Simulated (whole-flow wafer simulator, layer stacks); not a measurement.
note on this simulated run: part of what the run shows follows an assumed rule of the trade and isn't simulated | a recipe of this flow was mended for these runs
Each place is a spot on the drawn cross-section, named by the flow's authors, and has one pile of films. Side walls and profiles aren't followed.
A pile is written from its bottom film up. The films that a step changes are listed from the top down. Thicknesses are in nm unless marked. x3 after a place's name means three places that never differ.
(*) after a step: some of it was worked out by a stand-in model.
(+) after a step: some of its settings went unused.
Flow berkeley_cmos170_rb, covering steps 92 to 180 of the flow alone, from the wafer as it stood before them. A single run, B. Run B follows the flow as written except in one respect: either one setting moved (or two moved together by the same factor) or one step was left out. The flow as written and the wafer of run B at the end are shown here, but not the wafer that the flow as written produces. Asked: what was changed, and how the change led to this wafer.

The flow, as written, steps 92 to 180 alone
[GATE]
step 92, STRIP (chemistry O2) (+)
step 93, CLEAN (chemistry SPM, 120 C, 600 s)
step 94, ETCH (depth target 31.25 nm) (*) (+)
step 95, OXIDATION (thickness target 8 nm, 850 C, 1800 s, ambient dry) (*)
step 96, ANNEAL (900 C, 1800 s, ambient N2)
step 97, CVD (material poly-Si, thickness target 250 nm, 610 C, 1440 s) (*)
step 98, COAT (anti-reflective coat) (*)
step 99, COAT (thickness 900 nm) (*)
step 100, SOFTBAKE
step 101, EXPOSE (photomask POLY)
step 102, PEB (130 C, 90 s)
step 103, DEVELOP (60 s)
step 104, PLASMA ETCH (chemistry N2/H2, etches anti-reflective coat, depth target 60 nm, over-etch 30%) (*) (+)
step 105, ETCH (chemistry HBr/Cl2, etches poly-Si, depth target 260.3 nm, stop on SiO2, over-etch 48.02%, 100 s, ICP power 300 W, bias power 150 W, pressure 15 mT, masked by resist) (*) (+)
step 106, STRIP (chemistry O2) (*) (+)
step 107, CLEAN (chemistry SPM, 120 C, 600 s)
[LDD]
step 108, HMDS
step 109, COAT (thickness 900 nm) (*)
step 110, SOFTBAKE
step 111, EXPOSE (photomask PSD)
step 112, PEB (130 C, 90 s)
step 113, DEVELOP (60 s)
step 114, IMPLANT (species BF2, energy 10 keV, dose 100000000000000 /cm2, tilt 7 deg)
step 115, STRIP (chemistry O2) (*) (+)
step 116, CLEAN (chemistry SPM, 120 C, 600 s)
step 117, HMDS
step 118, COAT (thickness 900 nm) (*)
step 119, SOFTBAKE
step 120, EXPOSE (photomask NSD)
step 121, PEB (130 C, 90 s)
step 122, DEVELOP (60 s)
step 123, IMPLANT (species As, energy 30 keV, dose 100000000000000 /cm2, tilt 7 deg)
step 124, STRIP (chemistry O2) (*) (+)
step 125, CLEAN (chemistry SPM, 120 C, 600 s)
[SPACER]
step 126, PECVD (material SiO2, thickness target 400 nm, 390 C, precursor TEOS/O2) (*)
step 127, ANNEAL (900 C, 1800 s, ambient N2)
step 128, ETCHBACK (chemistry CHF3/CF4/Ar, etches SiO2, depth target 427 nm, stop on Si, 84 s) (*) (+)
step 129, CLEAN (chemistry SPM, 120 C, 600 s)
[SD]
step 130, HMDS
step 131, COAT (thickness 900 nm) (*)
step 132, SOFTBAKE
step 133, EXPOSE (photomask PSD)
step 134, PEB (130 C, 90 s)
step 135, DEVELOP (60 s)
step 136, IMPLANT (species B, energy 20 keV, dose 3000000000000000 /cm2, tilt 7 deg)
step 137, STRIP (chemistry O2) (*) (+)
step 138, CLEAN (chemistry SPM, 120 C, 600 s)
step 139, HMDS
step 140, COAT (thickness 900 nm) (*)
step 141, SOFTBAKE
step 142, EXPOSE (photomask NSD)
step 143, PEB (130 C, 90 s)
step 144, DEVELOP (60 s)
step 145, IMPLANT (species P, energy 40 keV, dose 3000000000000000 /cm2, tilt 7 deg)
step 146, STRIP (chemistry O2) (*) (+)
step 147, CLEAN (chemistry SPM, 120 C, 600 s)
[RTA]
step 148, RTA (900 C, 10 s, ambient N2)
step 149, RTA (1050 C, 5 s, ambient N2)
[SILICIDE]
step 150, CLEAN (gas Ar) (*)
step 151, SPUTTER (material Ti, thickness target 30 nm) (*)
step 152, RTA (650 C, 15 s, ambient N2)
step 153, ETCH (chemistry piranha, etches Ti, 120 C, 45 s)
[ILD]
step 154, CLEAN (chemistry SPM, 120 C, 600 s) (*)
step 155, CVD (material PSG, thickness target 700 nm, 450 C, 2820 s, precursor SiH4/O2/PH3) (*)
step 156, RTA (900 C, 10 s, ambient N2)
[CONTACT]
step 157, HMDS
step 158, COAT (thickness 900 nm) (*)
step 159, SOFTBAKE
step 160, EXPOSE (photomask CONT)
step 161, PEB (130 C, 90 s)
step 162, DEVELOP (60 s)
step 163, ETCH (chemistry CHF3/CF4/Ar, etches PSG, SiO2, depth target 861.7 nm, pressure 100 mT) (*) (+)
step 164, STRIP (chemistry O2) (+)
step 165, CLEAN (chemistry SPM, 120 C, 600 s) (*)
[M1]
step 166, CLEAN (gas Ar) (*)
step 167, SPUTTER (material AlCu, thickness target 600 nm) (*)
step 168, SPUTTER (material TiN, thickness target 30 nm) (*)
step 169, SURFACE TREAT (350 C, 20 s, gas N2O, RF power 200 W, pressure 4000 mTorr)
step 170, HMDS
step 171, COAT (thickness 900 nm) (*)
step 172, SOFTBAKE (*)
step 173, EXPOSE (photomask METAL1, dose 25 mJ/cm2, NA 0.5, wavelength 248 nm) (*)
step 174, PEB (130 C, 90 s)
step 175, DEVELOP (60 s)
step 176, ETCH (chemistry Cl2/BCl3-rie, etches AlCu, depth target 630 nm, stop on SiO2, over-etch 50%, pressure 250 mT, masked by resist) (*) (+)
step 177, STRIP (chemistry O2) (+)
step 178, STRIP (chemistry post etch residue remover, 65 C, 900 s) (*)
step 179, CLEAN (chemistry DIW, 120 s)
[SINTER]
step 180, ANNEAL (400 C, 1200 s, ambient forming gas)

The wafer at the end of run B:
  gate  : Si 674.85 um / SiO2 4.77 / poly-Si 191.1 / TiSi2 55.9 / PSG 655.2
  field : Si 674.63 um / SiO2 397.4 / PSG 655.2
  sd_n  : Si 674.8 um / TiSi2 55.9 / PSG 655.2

What caused this: step 95, OXIDATION: 780 s was run, while the flow as written has 1800 s.

Step by step, how the change led to this:
  step 95, OXIDATION (thickness target 8 nm, 850 C, 1800 s, ambient dry) (*)
      sd_n, spacer_n, gate, sd_p, spacer_p, gate_p, contact, m1: SiO2 gains 4.77 (new film), Si loses 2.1 (in the flow as written it would be: SiO2 gains 7.53 (new film), Si loses 3.31)
